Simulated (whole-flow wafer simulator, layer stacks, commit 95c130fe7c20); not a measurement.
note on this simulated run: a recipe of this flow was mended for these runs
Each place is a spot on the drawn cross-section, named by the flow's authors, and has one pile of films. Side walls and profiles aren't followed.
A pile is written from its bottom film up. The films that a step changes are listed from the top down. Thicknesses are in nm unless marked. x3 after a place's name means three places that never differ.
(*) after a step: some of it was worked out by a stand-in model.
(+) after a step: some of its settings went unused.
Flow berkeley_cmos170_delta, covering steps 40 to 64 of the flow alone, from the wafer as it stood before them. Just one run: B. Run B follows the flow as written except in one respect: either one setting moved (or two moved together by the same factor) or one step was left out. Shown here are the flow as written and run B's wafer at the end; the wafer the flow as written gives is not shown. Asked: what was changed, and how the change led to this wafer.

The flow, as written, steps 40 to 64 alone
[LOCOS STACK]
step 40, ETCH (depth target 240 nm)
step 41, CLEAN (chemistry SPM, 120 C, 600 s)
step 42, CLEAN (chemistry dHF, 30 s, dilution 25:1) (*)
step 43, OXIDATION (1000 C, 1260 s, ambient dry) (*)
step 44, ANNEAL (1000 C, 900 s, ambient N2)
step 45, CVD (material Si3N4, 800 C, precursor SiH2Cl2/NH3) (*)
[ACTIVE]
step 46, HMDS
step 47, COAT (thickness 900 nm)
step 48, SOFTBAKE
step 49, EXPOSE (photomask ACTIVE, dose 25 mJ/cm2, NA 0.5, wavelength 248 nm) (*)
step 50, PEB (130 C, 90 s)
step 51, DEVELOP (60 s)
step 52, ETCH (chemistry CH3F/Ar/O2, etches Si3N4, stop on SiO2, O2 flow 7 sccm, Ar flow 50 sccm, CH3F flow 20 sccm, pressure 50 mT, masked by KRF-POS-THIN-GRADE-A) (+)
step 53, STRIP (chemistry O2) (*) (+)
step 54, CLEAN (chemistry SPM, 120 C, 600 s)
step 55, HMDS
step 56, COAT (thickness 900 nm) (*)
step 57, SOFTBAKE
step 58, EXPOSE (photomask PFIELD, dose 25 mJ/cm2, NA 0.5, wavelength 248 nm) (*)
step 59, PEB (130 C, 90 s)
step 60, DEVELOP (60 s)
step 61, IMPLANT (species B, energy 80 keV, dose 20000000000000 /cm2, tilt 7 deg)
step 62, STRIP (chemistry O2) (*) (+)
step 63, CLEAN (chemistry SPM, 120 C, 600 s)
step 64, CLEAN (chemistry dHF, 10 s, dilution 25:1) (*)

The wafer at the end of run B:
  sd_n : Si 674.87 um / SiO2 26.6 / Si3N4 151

Cause: step 45, CVD: 780 C was run, whereas the flow has 800 C.

How this came from the change, step by step:
  step 45, CVD (material Si3N4, 800 C, precursor SiH2Cl2/NH3) (*)
      field, sd_n, spacer_n and 6 more: Si3N4 gains 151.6 (new film) (it would be, as written: Si3N4 gains 202.5 (new film))
  step 52, ETCH (chemistry CH3F/Ar/O2, etches Si3N4, stop on SiO2, O2 flow 7 sccm, Ar flow 50 sccm, CH3F flow 20 sccm, pressure 50 mT, masked by KRF-POS-THIN-GRADE-A) (+)
      sd_n, spacer_n, gate, sd_p, spacer_p, gate_p, contact, m1: KrF-resist loses 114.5 (it would be, as written: KrF-resist loses 148.5)
      field: Si3N4 loses 151.6 (all of it), SiO2 loses 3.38 (it would be, as written: Si3N4 loses 202.5 (all of it), SiO2 loses 3.38)
  step 53, STRIP (chemistry O2) (*) (+)
      sd_n, spacer_n, gate, sd_p, spacer_p, gate_p, contact, m1: KrF-resist loses 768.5 (all of it) (it would be, as written: KrF-resist loses 734.6 (all of it))
  step 56, COAT (thickness 900 nm) (*)
      sd_n: KrF-resist gains 820.3 (new film) (it would be, as written: KrF-resist gains 794.3 (new film))
      spacer_n: KrF-resist gains 842.6 (new film) (it would be, as written: KrF-resist gains 824.6 (new film))
      (as well as at 6 more places)
  step 62, STRIP (chemistry O2) (*) (+)
      sd_n: KrF-resist loses 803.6 (all of it) (it would be, as written: KrF-resist loses 777.7 (all of it))
      spacer_n: KrF-resist loses 825.8 (all of it) (it would be, as written: KrF-resist loses 807.8 (all of it))
      (as well as at 6 more places)
